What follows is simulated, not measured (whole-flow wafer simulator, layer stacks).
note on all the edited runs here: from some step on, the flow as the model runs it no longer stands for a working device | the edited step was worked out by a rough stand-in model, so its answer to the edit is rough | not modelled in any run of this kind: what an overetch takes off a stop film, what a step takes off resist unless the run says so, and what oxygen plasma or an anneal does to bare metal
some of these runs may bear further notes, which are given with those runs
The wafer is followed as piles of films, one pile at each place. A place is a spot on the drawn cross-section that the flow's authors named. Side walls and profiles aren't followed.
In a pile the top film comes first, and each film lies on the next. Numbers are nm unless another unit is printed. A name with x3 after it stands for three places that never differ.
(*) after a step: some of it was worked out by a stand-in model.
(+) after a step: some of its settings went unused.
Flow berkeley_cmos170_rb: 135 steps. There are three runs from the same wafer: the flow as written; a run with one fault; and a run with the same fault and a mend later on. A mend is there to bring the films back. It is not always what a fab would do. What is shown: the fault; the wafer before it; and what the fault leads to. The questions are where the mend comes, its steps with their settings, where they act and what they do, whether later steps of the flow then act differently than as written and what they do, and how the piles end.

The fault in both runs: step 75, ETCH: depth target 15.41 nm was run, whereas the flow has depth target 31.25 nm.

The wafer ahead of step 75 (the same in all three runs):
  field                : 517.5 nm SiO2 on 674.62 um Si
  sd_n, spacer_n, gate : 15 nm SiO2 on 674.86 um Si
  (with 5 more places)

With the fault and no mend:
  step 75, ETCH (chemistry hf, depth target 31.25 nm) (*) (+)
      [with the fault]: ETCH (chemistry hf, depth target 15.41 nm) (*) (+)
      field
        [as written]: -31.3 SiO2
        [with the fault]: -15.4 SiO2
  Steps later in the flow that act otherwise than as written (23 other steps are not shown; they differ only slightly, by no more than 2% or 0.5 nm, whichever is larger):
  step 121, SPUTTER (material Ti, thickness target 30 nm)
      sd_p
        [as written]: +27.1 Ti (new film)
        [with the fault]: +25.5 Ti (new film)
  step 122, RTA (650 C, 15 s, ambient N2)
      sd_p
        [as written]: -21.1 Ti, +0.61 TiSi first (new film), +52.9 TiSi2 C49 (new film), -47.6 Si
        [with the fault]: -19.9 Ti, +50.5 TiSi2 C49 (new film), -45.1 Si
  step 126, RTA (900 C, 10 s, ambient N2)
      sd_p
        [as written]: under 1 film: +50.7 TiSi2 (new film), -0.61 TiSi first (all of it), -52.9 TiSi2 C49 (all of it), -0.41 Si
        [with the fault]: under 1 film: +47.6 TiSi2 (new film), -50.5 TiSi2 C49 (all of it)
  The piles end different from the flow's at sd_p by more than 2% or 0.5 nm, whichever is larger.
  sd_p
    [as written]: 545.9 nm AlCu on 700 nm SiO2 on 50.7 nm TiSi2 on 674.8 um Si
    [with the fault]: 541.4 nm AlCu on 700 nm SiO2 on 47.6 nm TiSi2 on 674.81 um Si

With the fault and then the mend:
  After step 75 comes the mend.
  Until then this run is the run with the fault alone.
  step 75a, ETCH (chemistry hf, depth target 15.84 nm) (*) (+) (a further turn of the flow's step 75, with different settings)
      field
        -15.8 SiO2
  None of the later steps of the flow differs from how it acts as written, at any place that is followed, by more than 2% or 0.5 nm, whichever is larger.
  At every place that both follow, the piles at the end match the flow's.
